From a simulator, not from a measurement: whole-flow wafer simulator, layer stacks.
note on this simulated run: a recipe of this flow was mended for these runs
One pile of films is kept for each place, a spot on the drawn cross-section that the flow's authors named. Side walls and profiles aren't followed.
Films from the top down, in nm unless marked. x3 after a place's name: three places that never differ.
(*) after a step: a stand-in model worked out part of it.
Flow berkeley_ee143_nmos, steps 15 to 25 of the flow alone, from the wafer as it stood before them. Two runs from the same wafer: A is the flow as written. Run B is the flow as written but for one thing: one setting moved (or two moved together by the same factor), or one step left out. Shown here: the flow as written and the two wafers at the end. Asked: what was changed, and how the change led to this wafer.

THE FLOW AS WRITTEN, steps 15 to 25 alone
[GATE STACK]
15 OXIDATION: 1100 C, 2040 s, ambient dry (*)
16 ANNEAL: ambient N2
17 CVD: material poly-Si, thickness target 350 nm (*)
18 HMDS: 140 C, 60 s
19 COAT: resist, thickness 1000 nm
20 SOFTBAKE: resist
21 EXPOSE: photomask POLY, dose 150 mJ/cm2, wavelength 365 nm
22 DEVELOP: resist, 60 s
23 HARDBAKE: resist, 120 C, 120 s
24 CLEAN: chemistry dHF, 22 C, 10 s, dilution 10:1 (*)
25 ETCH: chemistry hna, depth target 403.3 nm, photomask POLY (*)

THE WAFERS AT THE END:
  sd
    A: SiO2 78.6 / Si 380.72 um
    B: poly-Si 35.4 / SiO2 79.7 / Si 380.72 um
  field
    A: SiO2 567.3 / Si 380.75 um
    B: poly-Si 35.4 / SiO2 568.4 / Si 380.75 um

The cause: step 25, ETCH: depth target 314.6 nm was run, where the flow has depth target 403.3 nm.

How the change led to this, step by step:
  25 ETCH: chemistry hna, depth target 403.3 nm, photomask POLY (*)
      sd, contact, field: A poly-Si -350 (all of it), SiO2 -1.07 | B poly-Si -314.6
